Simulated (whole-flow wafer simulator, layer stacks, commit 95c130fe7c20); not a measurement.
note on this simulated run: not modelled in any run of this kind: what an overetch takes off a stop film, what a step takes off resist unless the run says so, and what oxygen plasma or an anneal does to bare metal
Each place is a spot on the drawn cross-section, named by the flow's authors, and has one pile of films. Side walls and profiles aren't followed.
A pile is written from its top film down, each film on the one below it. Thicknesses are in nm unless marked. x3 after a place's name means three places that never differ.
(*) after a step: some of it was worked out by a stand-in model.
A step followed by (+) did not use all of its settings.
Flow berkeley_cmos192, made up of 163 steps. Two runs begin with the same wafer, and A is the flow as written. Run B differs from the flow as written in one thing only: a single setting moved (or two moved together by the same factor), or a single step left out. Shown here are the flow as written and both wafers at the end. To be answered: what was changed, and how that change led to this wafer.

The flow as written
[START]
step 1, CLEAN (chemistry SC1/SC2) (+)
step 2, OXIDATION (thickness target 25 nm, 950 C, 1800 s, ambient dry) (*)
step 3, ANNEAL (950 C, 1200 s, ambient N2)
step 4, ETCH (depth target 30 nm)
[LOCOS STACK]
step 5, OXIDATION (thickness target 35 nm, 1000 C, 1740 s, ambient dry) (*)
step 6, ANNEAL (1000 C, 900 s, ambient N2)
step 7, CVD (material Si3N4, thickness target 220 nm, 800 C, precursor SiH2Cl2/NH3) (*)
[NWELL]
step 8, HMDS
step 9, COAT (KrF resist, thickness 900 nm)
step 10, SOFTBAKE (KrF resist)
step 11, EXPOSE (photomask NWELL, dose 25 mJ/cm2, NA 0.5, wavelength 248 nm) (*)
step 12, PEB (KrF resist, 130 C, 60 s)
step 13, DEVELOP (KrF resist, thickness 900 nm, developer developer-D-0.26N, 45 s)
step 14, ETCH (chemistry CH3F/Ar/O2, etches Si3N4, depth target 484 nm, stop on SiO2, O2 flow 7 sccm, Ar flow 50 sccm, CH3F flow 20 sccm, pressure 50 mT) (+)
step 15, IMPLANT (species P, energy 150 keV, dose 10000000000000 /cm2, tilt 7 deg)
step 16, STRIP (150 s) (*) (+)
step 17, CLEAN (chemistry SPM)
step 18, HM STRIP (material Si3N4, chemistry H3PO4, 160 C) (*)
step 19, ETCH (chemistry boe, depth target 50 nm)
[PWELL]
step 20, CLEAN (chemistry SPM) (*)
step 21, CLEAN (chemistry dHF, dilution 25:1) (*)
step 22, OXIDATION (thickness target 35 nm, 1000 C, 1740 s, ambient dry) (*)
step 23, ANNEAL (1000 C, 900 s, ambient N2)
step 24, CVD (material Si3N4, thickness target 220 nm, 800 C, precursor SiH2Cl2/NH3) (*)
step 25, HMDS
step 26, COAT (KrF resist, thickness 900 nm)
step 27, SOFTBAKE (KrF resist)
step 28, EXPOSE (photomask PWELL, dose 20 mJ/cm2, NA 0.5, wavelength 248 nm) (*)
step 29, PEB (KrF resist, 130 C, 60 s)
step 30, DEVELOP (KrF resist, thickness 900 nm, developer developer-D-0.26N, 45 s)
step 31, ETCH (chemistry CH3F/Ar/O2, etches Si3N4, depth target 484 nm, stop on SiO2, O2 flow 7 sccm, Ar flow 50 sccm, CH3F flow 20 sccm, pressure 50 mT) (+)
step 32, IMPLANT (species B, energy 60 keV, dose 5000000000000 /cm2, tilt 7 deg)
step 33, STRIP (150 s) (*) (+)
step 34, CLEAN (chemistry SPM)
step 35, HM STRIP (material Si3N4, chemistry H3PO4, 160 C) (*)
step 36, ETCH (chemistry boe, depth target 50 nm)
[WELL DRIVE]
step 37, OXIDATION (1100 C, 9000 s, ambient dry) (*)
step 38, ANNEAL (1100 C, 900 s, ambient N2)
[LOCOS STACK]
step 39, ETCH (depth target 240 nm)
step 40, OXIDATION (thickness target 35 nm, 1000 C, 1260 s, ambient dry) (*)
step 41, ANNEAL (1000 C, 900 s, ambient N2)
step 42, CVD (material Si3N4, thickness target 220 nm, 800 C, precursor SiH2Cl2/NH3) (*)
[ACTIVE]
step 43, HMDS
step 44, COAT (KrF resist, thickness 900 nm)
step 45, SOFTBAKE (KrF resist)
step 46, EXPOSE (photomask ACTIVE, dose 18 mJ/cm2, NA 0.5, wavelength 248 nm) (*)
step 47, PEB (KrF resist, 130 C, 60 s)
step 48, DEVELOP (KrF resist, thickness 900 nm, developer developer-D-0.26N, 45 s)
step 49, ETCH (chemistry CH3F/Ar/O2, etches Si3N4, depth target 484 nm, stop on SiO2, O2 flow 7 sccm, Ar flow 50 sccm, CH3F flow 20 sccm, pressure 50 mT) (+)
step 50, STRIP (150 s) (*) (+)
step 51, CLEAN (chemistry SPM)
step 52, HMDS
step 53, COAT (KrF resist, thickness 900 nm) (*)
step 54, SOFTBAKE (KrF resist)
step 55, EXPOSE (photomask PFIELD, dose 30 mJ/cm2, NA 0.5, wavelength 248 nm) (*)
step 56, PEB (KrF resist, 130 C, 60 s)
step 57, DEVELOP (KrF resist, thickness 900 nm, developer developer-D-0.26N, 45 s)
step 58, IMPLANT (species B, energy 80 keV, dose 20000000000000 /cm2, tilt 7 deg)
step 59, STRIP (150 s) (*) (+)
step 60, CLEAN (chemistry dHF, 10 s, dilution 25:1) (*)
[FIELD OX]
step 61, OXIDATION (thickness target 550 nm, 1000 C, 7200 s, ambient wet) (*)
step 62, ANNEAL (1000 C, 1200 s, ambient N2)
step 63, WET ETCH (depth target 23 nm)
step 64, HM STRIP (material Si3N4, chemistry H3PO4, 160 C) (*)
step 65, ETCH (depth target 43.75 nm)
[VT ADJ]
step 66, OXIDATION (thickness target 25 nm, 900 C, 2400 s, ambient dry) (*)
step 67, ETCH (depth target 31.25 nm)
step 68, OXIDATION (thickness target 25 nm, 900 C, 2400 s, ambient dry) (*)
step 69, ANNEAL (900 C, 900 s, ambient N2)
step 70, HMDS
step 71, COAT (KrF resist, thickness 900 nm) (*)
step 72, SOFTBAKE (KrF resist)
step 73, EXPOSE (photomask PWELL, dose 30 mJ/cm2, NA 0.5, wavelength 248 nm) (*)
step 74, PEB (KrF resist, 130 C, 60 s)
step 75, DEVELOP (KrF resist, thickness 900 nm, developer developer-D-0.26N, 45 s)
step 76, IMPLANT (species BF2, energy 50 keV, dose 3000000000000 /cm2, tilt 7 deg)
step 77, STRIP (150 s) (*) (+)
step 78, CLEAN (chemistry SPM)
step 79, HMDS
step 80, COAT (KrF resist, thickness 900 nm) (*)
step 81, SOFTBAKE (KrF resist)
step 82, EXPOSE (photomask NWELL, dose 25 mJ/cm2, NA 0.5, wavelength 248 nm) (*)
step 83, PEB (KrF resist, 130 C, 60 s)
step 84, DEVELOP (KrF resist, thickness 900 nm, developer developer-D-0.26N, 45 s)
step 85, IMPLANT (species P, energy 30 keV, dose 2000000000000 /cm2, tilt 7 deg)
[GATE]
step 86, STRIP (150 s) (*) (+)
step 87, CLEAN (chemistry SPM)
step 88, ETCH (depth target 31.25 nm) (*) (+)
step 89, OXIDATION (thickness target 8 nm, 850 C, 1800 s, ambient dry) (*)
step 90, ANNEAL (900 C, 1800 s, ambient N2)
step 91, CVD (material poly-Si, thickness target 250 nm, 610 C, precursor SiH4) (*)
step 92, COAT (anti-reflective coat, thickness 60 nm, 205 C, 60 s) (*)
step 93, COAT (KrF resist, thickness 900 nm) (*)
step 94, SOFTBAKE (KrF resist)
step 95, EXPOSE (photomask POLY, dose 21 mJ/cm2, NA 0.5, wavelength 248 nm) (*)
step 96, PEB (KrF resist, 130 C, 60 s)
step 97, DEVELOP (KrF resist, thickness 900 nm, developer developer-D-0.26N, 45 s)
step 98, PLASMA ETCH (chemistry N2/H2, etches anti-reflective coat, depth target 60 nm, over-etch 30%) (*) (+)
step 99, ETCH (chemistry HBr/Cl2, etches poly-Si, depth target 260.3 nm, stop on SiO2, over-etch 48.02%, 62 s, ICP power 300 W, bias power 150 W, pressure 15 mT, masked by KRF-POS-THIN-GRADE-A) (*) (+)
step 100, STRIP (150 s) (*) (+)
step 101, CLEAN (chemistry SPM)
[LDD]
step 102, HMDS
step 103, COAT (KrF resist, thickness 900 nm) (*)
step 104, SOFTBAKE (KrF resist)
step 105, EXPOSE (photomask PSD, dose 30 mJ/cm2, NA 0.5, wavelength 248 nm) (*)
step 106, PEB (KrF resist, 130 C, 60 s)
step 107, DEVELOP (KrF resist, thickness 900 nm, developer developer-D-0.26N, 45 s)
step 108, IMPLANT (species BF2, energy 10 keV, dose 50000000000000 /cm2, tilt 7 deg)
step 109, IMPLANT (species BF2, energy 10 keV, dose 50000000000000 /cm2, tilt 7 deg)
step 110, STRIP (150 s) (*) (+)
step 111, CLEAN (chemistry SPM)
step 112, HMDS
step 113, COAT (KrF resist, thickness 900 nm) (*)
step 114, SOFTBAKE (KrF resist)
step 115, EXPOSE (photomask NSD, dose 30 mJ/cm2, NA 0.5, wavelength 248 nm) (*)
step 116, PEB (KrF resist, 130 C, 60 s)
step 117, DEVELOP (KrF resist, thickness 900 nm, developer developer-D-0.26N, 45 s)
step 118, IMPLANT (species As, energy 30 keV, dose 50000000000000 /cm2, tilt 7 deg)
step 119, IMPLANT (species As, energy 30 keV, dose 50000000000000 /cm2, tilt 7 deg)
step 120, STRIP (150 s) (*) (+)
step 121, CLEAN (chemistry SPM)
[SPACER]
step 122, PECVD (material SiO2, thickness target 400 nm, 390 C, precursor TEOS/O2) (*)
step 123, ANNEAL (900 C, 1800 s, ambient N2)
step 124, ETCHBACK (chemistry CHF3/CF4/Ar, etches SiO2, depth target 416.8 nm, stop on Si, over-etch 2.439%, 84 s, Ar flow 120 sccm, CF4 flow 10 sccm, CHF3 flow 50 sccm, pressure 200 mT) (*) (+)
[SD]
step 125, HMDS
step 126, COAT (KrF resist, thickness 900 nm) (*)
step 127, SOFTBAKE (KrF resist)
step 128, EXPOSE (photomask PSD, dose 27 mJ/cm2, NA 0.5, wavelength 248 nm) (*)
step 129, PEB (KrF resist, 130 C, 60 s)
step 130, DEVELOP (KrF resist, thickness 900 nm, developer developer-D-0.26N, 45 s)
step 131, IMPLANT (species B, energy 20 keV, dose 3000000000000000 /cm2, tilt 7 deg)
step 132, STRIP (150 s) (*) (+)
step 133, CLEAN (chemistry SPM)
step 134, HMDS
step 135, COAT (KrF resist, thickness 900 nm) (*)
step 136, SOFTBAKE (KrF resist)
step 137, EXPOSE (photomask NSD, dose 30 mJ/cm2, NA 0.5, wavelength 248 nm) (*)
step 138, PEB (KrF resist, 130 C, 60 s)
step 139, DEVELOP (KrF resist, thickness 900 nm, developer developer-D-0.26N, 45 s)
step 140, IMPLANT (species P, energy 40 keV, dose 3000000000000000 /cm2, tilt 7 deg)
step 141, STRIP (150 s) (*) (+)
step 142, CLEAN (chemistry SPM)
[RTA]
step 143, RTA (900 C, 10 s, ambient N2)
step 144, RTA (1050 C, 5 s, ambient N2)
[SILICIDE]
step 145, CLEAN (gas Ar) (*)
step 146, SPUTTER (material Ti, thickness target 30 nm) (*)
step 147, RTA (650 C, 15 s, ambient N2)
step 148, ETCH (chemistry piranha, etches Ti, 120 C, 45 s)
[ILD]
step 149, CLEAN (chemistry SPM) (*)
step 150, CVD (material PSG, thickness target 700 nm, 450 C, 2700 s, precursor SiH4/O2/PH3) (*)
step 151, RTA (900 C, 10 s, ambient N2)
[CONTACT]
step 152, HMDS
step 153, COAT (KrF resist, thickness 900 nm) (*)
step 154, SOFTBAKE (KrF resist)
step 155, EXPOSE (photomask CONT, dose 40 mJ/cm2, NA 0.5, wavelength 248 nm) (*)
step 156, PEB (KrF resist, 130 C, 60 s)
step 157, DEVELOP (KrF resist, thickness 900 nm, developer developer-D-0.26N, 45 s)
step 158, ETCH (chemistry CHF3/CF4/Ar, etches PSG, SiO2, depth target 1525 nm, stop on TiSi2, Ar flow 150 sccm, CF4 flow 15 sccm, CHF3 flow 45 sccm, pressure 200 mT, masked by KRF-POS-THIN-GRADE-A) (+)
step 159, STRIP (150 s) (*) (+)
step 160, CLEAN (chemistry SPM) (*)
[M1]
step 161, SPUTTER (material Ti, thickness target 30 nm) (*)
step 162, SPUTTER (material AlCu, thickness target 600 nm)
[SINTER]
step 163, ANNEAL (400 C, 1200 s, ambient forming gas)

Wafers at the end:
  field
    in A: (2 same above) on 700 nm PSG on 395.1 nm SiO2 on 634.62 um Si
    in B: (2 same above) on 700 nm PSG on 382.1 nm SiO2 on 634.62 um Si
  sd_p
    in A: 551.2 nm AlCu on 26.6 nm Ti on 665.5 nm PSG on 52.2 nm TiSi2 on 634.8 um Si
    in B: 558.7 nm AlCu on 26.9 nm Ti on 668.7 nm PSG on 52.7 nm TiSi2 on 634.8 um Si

What caused this: step 65, ETCH: depth target 56.88 nm was run, while the flow as written has depth target 43.75 nm.

Step by step, how the change led to this:
  step 65, ETCH (depth target 43.75 nm)
      field: A -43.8 SiO2 | B -56.9 SiO2
  step 92, COAT (anti-reflective coat, thickness 60 nm, 205 C, 60 s) (*)
      sd_n: A +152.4 anti-reflective coat (new film) | B +143.3 anti-reflective coat (new film)
      spacer_n: A +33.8 anti-reflective coat (new film) | B +37.1 anti-reflective coat (new film)
      (as well as at 6 more places)
  step 98, PLASMA ETCH (chemistry N2/H2, etches anti-reflective coat, depth target 60 nm, over-etch 30%) (*) (+)
      sd_n: A -152.4 anti-reflective coat (all of it), -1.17 poly-Si | B -143.3 anti-reflective coat (all of it), -1.1 poly-Si
      spacer_n: A -33.8 anti-reflective coat (all of it), -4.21 poly-Si | B -37.1 anti-reflective coat (all of it), -3.83 poly-Si
      (as well as at 4 more places)
  step 100, STRIP (150 s) (*) (+)
      gate: A +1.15 chemical SiO2 (new film), -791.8 KrF resist (all of it), -30 anti-reflective coat (all of it), -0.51 poly-Si | B +1.15 chemical SiO2 (new film), -780.8 KrF resist (all of it), -33.7 anti-reflective coat (all of it), -0.51 poly-Si
      gate_p: A +1.15 chemical SiO2 (new film), -765.1 KrF resist (all of it), -31 anti-reflective coat (all of it), -0.51 poly-Si | B +1.15 chemical SiO2 (new film), -757.6 KrF resist (all of it), -33.7 anti-reflective coat (all of it), -0.51 poly-Si
